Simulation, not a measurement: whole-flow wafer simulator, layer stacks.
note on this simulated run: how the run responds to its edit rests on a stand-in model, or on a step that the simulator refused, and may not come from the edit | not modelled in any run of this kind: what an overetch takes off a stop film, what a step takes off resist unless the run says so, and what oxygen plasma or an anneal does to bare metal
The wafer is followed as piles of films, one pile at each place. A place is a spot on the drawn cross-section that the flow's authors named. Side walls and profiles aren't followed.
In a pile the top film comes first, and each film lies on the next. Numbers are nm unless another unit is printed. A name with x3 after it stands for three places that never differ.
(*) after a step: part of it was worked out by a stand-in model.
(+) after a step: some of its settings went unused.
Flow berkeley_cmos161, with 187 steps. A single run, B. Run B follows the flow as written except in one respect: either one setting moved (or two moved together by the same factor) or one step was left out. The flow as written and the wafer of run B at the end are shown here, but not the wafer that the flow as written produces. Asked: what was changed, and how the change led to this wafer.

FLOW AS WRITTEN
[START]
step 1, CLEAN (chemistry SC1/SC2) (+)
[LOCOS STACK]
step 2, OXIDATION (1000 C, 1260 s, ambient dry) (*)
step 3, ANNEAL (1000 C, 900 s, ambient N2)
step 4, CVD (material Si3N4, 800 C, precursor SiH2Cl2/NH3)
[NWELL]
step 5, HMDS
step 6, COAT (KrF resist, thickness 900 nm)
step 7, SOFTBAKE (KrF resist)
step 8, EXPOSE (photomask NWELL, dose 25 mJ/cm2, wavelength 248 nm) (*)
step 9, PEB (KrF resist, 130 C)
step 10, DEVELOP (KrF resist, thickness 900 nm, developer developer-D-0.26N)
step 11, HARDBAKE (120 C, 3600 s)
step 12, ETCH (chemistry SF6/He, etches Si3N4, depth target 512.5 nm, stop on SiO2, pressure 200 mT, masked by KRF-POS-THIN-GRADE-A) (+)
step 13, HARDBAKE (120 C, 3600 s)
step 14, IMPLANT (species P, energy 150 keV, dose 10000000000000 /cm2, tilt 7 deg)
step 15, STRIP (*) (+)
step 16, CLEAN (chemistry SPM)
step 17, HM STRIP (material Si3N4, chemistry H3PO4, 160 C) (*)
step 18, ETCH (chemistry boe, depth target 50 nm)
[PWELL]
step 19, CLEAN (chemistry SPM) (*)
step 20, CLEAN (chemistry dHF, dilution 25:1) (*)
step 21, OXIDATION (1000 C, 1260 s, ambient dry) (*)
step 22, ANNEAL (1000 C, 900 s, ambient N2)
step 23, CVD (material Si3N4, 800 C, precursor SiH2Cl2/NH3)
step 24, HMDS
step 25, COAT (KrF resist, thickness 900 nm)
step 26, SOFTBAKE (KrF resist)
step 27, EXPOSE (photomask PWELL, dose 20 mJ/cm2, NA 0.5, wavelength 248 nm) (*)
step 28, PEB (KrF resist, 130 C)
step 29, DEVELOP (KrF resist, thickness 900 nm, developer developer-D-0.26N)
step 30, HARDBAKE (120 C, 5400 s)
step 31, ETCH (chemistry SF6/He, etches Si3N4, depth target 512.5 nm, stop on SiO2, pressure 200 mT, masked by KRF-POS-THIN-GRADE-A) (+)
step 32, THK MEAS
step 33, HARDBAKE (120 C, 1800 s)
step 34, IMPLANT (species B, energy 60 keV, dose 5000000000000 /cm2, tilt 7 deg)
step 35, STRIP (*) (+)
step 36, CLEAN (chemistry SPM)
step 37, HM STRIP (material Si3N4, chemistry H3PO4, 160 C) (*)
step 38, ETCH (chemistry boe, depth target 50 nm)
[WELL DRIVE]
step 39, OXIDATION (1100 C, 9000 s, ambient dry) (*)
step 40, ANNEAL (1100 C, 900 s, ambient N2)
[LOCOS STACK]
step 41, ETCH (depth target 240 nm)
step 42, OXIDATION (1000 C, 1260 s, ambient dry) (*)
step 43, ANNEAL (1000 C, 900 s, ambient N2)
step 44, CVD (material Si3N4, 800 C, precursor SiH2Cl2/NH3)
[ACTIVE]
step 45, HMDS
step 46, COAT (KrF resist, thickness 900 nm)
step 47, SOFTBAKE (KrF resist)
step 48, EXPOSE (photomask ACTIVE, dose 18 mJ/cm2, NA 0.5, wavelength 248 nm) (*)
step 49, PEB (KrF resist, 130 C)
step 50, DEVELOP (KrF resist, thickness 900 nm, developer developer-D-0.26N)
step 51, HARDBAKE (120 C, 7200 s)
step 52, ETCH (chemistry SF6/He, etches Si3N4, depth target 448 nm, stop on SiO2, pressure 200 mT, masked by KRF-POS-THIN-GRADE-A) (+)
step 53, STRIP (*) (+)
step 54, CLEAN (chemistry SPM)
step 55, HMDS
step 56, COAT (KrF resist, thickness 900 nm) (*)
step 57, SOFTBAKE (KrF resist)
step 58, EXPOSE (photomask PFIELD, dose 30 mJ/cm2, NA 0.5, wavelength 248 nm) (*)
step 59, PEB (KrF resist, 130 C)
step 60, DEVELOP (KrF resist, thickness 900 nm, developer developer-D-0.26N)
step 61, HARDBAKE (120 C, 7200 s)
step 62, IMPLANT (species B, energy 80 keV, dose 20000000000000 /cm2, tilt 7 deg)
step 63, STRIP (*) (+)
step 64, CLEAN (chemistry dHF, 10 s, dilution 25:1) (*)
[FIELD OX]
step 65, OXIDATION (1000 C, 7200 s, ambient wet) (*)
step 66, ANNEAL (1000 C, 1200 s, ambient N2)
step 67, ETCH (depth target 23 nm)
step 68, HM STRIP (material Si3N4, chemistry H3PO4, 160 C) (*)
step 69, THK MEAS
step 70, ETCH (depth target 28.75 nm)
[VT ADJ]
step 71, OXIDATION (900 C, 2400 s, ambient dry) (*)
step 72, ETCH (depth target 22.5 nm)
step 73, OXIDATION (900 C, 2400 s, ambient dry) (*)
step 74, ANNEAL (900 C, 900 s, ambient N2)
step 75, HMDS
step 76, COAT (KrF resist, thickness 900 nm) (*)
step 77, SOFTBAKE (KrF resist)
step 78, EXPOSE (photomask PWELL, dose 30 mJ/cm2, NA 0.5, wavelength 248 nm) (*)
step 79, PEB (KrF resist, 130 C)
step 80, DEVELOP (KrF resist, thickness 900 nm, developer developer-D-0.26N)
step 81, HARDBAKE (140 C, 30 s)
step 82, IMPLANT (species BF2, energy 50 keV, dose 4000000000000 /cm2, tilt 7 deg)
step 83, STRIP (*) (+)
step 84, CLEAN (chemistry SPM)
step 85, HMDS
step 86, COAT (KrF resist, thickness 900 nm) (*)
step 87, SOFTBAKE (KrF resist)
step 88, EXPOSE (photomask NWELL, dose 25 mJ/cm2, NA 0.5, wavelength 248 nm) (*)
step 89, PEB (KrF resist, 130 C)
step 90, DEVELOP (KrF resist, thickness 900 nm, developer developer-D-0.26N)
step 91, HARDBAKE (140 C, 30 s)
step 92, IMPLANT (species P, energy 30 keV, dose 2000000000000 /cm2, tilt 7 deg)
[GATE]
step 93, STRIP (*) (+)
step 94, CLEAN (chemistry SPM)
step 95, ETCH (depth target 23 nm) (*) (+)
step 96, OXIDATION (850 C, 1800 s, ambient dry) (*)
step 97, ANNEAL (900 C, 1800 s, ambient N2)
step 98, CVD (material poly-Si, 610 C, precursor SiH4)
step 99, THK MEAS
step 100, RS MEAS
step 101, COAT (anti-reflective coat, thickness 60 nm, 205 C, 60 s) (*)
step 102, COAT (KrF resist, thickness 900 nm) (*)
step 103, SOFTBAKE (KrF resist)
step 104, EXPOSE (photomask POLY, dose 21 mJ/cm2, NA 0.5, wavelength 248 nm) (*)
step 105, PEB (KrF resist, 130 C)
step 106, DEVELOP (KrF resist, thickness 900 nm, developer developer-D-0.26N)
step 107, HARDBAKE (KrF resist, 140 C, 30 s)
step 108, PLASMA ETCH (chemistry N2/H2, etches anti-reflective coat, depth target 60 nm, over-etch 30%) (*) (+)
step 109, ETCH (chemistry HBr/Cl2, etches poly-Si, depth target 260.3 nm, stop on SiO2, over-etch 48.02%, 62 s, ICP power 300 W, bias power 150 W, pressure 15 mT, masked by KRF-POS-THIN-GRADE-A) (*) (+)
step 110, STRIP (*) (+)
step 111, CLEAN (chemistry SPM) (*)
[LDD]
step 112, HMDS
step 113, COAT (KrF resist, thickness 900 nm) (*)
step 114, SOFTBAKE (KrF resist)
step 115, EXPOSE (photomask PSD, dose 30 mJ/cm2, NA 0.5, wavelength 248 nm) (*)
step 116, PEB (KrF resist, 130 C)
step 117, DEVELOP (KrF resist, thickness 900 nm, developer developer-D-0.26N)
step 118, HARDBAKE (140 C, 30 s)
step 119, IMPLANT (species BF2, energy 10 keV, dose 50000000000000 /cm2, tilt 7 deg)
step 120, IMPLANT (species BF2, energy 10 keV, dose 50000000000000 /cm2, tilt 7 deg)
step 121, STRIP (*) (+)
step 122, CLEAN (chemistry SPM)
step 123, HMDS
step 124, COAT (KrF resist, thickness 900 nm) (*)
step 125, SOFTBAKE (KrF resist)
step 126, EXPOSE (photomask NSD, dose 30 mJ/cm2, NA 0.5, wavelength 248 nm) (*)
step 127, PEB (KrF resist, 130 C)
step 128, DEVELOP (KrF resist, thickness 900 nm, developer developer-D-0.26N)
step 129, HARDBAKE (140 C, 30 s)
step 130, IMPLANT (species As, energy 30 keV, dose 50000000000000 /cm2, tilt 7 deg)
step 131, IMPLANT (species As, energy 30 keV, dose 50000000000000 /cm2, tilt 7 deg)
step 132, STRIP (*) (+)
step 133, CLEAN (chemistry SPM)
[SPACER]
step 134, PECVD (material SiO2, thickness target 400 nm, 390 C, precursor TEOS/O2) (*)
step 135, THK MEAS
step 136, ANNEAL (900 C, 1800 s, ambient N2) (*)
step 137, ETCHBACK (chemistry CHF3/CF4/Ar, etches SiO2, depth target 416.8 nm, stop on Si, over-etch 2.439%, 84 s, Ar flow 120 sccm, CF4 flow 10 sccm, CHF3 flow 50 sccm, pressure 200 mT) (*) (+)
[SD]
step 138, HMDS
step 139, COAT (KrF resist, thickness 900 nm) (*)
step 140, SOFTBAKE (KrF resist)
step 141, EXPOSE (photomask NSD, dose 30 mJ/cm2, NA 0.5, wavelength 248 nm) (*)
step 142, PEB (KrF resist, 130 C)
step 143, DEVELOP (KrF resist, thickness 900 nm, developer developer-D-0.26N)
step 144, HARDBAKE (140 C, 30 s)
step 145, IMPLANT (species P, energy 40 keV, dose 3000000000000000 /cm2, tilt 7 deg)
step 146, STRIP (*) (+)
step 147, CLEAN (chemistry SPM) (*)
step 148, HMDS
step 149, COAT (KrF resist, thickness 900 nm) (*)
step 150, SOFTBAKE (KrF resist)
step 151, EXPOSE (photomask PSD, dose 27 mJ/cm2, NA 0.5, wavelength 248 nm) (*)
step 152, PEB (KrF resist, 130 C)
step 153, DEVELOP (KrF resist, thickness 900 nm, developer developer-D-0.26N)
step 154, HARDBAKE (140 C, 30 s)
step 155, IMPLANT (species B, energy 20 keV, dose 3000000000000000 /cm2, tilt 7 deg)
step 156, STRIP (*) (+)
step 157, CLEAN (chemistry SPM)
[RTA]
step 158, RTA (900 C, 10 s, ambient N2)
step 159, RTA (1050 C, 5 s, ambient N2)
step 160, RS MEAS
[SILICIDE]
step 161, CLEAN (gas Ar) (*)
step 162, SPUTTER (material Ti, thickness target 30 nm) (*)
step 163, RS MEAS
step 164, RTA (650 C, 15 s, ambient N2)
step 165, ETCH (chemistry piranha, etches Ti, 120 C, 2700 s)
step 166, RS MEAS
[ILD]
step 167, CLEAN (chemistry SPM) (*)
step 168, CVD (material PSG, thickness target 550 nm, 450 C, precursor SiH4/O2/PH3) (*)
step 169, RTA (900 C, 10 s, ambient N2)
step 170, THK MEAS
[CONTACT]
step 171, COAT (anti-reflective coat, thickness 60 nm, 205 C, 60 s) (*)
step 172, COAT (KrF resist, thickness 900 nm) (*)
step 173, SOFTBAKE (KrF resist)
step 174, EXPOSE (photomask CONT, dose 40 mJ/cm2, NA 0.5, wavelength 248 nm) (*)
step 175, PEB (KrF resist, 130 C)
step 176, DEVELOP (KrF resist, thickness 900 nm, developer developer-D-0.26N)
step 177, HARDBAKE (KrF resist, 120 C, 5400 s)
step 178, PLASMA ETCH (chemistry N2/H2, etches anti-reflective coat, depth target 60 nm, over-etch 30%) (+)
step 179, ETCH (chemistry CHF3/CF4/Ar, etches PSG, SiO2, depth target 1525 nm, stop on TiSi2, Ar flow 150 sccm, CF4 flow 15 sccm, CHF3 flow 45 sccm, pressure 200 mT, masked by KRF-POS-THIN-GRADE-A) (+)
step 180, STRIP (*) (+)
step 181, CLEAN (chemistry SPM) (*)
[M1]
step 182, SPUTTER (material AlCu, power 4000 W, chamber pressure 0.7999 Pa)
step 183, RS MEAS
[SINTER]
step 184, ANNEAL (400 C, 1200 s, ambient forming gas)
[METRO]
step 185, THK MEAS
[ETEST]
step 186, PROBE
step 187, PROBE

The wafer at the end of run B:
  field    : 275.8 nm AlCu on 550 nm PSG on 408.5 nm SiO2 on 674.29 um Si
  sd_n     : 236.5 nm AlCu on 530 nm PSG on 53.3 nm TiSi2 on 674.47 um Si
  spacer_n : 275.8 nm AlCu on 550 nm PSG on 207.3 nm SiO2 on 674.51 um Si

What caused this: step 23, CVD: material Si3N4, 800 C, precursor SiH2Cl2/NH3, was not run.

How this came from the change, step by step:
  step 31, ETCH (chemistry SF6/He, etches Si3N4, depth target 512.5 nm, stop on SiO2, pressure 200 mT, masked by KRF-POS-THIN-GRADE-A) (+)
      field, sd_n, contact: -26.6 SiO2 (all of it), -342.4 Si (it would be, as written: -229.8 Si3N4 (all of it), -4.8 SiO2)
      spacer_n, gate_n: -26.6 SiO2 (all of it), -349.5 Si (it would be, as written: -229.8 Si3N4 (all of it), -4.8 SiO2)
  step 35, STRIP (*) (+)
      field, sd_n, spacer_n, gate_n, contact: +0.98 chemical SiO2 (new film), -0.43 Si (it would be, as written: nothing)
  step 37, HM STRIP (material Si3N4, chemistry H3PO4, 160 C) (*)
      field, sd_n, spacer_n, gate_n, contact: nothing (it would be, as written: -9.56 SiO2)
      sd_p, spacer_p, gate_p, m1: nothing (it would be, as written: -229.8 Si3N4 (all of it), -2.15 SiO2)
  step 38, ETCH (chemistry boe, depth target 50 nm)
      field, sd_n, spacer_n, gate_n, contact: -0.98 chemical SiO2 (all of it) (it would be, as written: -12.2 SiO2 (all of it))
      sd_p, spacer_p, gate_p, m1: -26.6 SiO2 (all of it) (it would be, as written: -24.4 SiO2 (all of it))
  step 46, COAT (KrF resist, thickness 900 nm)
      sd_n: +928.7 KrF resist (new film) (it would be, as written: +900 KrF resist (new film))
      sd_p: +737.5 KrF resist (new film) (it would be, as written: +900 KrF resist (new film))
      (also at 4 further places)
  step 51, HARDBAKE (120 C, 7200 s)
      sd_p: -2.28 KrF resist (it would be, as written: -2.9 KrF resist)
      spacer_p: -2.39 KrF resist (it would be, as written: -2.9 KrF resist)
      (also at 1 further place)
  step 53, STRIP (*) (+)
      sd_n: -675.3 KrF resist (all of it) (it would be, as written: -646.8 KrF resist (all of it))
      spacer_n: -660.7 KrF resist (all of it) (it would be, as written: -646.8 KrF resist (all of it))
      (also at 6 further places)
  step 56, COAT (KrF resist, thickness 900 nm) (*)
      sd_n: +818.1 KrF resist (new film) (it would be, as written: +796.1 KrF resist (new film))
      sd_p: +664.5 KrF resist (new film) (it would be, as written: +813.7 KrF resist (new film))
      (also at 4 further places)
  step 61, HARDBAKE (120 C, 7200 s)
      sd_p: -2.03 KrF resist (it would be, as written: -2.56 KrF resist)
      m1: -1.76 KrF resist (it would be, as written: -2.5 KrF resist)
  step 63, STRIP (*) (+)
      sd_n: -800 KrF resist (all of it) (it would be, as written: -778.1 KrF resist (all of it))
      sd_p: -647.2 KrF resist (all of it) (it would be, as written: -795.7 KrF resist (all of it))
      (also at 4 further places)
  step 65, OXIDATION (1000 C, 7200 s, ambient wet) (*)
      sd_p: +12.1 SiO2 (new film), -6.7 Si3N4 (it would be, as written: +12.1 SiO2 (new film), -6.7 Si3N4, +0.25 SiO2, -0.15 Si)
  step 76, COAT (KrF resist, thickness 900 nm) (*)
      sd_n: +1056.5 KrF resist (new film) (it would be, as written: +1024.5 KrF resist (new film))
      sd_p: +831.1 KrF resist (new film) (it would be, as written: +1002.2 KrF resist (new film))
      (also at 4 further places)
  step 80, DEVELOP (KrF resist, thickness 900 nm, developer developer-D-0.26N)
      sd_n: -1054.8 KrF resist (all of it) (it would be, as written: -1022.8 KrF resist (all of it))
      contact: -1046.3 KrF resist (all of it) (it would be, as written: -995.7 KrF resist (all of it))
  step 81, HARDBAKE (140 C, 30 s)
      sd_p: -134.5 KrF resist (it would be, as written: -162.1 KrF resist)
      spacer_p: -136.5 KrF resist (it would be, as written: -158.7 KrF resist)
      (also at 2 further places)
  step 83, STRIP (*) (+)
      sd_p: -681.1 KrF resist (all of it) (it would be, as written: -824.2 KrF resist (all of it))
      spacer_p: -691.5 KrF resist (all of it) (it would be, as written: -806.6 KrF resist (all of it))
      (also at 2 further places)
  step 86, COAT (KrF resist, thickness 900 nm) (*)
      sd_n: +1056.5 KrF resist (new film) (it would be, as written: +1024.5 KrF resist (new film))
      sd_p: +831.1 KrF resist (new film) (it would be, as written: +1002.2 KrF resist (new film))
      (also at 4 further places)
  ... 36 further steps ...
  step 182, SPUTTER (material AlCu, power 4000 W, chamber pressure 0.7999 Pa)
      sd_n: +236.5 AlCu (new film) (it would be, as written: +275.8 AlCu (new film))
      sd_p: +275.8 AlCu (new film) (it would be, as written: +234.7 AlCu (new film))
      (also at 1 further place)
